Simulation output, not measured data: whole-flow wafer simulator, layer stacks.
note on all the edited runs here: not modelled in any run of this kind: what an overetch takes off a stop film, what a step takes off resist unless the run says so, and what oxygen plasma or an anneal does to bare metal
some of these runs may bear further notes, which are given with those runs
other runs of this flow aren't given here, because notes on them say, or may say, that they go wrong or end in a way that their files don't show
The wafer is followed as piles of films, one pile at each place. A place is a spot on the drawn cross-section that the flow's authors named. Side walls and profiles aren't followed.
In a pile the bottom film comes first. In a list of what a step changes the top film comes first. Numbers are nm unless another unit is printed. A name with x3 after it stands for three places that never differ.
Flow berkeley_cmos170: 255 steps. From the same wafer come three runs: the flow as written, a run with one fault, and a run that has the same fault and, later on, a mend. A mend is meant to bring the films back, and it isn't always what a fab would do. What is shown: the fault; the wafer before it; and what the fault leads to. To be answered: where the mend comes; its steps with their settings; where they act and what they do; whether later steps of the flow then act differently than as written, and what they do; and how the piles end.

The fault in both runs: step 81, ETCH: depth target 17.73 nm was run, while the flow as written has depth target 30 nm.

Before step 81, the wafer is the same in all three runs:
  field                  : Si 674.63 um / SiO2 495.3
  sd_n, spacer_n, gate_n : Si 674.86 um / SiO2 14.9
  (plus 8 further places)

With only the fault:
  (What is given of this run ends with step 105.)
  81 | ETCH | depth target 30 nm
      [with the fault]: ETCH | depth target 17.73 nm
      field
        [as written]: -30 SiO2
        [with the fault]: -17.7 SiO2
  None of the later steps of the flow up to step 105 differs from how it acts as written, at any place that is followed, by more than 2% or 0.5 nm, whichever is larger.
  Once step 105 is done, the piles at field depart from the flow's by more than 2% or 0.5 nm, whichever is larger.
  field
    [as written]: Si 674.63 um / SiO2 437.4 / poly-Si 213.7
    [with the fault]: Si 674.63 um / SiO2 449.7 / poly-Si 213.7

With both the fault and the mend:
  After step 81 comes the mend.
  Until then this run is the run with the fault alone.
  81a | ETCH | depth target 12.27 nm (the flow's step 81, run once more with other settings)
      field
        -12.3 SiO2
  None of the later steps of the flow acts differently than as written at any place that is followed.
  At every place that both follow, the piles at the end match the flow's.
